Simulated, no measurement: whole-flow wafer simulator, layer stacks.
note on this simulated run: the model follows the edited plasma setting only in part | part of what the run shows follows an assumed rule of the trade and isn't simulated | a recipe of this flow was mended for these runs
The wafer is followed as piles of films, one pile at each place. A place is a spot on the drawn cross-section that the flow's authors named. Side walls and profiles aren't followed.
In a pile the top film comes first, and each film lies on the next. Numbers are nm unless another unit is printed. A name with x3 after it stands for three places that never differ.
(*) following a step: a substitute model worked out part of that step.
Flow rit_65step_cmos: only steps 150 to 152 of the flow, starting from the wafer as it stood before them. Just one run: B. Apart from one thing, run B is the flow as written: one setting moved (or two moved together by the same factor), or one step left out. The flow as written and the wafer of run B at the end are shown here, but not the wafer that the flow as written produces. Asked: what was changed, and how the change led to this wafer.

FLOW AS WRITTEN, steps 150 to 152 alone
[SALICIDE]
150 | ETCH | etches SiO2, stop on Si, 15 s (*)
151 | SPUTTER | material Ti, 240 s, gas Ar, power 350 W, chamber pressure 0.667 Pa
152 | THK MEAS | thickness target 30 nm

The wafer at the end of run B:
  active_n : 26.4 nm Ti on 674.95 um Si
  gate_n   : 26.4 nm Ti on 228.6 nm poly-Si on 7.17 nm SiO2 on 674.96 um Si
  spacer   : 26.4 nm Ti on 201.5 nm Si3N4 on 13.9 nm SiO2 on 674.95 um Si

What caused this: step 151, SPUTTER: power 308 W was run, while the flow as written has power 350 W.

How this came from the change, step by step:
  151 | SPUTTER | material Ti, 240 s, gas Ar, power 350 W, chamber pressure 0.667 Pa
      field, field_pw, field_nw and 11 more: Ti gains 26.4 (new film) (as written it would have been: Ti gains 30 (new film))
